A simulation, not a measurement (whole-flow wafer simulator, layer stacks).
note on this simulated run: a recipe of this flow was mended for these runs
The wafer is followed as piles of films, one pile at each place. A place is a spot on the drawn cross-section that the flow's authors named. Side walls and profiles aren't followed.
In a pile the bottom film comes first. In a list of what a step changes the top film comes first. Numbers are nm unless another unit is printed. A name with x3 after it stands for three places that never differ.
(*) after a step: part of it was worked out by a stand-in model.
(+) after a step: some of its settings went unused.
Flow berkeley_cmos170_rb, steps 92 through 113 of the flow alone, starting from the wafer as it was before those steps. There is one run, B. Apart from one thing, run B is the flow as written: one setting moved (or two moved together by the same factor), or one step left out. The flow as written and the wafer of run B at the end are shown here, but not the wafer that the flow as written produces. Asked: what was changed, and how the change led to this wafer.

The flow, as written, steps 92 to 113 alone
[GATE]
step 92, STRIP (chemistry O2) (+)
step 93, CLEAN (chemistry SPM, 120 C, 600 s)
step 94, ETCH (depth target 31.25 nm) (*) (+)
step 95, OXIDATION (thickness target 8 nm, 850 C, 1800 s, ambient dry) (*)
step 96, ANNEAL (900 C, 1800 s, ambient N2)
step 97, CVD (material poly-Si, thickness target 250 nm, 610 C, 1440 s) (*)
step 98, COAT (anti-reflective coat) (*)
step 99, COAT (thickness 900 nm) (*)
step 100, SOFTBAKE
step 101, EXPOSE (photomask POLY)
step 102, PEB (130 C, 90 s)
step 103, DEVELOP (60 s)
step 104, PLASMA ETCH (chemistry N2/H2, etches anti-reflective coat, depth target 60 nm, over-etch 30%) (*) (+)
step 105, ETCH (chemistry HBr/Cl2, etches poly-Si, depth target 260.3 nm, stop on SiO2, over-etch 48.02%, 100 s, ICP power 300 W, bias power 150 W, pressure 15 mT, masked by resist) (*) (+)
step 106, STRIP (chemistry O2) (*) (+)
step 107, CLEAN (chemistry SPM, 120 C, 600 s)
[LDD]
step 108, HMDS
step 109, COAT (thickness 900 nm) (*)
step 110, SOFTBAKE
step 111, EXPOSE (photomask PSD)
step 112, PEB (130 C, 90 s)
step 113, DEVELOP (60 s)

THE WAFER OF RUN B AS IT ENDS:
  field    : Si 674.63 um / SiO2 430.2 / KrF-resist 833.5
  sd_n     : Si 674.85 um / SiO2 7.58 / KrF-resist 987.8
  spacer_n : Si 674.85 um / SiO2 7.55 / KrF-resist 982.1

What caused this: step 95, OXIDATION: thickness target 10.88 nm was run, while the flow as written has thickness target 8 nm; step 95, OXIDATION: 2448 s was run, where the flow has 1800 s.

Step by step, how the change led to this:
  step 95, OXIDATION (thickness target 8 nm, 850 C, 1800 s, ambient dry) (*)
      sd_n, spacer_n, gate, sd_p, spacer_p, gate_p, contact, m1: SiO2 gains 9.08 (new film), Si loses 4 (it would be, as written: SiO2 gains 7.53 (new film), Si loses 3.31)
